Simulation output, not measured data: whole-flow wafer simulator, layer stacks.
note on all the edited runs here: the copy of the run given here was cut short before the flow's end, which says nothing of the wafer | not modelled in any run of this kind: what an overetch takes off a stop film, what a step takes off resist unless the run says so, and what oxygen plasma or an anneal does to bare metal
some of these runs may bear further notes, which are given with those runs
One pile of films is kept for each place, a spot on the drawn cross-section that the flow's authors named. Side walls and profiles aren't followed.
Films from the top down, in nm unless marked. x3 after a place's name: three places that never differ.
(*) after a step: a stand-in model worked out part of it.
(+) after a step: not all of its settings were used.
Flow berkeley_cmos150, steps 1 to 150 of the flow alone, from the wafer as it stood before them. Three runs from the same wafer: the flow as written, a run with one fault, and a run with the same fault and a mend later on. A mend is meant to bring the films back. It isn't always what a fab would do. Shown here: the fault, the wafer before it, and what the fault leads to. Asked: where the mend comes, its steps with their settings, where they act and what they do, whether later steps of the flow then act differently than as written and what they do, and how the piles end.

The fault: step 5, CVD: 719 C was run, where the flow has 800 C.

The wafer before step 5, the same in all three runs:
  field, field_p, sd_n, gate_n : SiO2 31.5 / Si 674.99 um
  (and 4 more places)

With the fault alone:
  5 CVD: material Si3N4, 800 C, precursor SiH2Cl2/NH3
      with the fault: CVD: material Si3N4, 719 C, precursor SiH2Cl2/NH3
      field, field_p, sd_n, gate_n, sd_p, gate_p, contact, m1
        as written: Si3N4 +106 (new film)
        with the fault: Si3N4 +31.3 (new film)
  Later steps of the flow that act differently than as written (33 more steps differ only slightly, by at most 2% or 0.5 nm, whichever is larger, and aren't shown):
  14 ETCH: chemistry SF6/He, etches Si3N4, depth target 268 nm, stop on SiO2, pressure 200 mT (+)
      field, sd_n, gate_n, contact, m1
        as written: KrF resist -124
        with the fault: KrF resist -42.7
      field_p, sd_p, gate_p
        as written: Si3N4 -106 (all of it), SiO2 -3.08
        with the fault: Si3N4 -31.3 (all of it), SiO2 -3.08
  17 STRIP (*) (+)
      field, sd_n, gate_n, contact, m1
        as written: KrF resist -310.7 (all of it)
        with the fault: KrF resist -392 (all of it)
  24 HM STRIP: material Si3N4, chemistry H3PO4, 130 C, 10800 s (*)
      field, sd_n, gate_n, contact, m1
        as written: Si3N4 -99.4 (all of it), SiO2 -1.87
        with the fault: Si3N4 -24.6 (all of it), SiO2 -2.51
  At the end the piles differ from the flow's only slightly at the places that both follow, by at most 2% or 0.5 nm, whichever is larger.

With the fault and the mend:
  The mend comes after step 6.
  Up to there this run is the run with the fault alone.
  6a ETCH: chemistry h3po4, depth target 35.99 nm
      field, field_p, sd_n, gate_n, sd_p, gate_p, contact, m1
        Si3N4 -31.3 (all of it)
  6b CLEAN: chemistry SPM, 600 s (the flow's step 1 once more)
      changes no film at any place that is followed
  6c CVD: material Si3N4, 800 C, precursor SiH2Cl2/NH3 (the flow's step 5 once more)
      field, field_p, sd_n, gate_n, sd_p, gate_p, contact, m1
        Si3N4 +106 (new film)
  No later step of the flow acts differently than as written at any place that is followed.
  At the end the piles are the same as the flow's at every place that both follow.
